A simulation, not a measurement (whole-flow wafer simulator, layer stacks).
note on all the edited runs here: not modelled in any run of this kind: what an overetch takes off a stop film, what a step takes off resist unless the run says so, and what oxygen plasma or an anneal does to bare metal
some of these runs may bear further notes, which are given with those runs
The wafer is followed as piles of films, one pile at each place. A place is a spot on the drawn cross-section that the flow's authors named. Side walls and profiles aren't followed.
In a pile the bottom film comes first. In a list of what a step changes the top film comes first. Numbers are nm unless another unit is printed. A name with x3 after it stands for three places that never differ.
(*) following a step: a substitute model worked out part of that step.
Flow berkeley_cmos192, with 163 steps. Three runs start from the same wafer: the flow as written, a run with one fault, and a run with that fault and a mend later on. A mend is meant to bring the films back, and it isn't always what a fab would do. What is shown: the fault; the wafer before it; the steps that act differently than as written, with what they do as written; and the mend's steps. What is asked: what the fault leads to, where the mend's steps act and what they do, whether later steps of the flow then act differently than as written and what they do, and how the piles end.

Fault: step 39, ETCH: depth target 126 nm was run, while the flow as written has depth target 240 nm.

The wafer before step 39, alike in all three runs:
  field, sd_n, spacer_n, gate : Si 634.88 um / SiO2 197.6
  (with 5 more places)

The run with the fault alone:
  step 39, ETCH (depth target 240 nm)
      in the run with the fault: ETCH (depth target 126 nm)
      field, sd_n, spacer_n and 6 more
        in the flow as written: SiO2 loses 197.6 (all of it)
        in the run with the fault: SiO2 loses 126
  Steps further on in the flow that do not act as written (not shown: 30 more steps that differ only slightly, by at most 2% or 0.5 nm, whichever is larger):
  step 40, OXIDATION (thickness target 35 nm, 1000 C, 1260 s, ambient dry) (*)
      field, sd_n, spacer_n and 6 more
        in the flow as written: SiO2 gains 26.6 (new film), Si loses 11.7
        in the run with the fault: SiO2 gains 13.4, Si loses 5.88
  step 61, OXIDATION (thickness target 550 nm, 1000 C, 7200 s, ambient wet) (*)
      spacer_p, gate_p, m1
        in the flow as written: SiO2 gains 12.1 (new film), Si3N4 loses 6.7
        in the run with the fault: SiO2 gains 12.1 (new film), Si3N4 loses 6.7, SiO2 gains 0.07
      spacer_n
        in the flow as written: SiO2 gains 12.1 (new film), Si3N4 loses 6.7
        in the run with the fault: SiO2 gains 12.1 (new film), Si3N4 loses 6.7, SiO2 gains 0.1, Si loses 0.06
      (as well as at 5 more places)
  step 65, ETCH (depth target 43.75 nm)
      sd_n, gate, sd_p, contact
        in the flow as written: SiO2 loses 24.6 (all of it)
        in the run with the fault: SiO2 loses 43.8
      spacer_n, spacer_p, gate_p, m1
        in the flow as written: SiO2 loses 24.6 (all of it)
        in the run with the fault: SiO2 loses 43.7
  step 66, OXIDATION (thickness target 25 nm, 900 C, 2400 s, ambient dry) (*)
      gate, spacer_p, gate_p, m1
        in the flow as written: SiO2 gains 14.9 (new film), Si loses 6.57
        in the run with the fault: SiO2 gains 8.83, Si loses 3.88
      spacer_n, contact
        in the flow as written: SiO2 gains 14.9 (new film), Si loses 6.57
        in the run with the fault: SiO2 gains 8.82, Si loses 3.88
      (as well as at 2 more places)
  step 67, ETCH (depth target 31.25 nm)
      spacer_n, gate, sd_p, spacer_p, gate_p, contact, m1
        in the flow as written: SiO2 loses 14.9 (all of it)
        in the run with the fault: SiO2 loses 31.2
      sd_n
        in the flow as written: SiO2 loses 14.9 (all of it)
        in the run with the fault: SiO2 loses 31.3
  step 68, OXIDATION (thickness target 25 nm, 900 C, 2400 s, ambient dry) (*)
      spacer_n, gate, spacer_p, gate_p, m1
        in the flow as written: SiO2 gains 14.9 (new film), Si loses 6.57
        in the run with the fault: SiO2 gains 8.88, Si loses 3.91
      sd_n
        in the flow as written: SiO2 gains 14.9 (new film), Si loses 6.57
        in the run with the fault: SiO2 gains 8.07, Si loses 3.55
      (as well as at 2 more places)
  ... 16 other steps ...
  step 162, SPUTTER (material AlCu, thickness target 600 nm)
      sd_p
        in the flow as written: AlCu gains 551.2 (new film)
        in the run with the fault: AlCu gains 530.9 (new film)
  The piles end different from the flow's at field, sd_p by more than 2% or 0.5 nm, whichever is larger.
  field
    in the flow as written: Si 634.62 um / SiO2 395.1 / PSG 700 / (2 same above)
    in the run with the fault: Si 634.65 um / SiO2 415.6 / PSG 700 / (2 same above)
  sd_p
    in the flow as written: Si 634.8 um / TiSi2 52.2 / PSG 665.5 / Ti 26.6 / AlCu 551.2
    in the run with the fault: Si 634.81 um / TiSi2 51.2 / PSG 658.2 / Ti 25.9 / AlCu 530.9

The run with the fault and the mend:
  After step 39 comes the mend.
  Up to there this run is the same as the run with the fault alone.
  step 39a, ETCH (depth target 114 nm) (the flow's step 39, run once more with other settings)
      field, sd_n, spacer_n and 6 more
        SiO2 loses 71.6 (all of it)
  Every later step of the flow that is run acts as written at every place that is followed.
  By the end, the piles equal the flow's at every place that both follow.
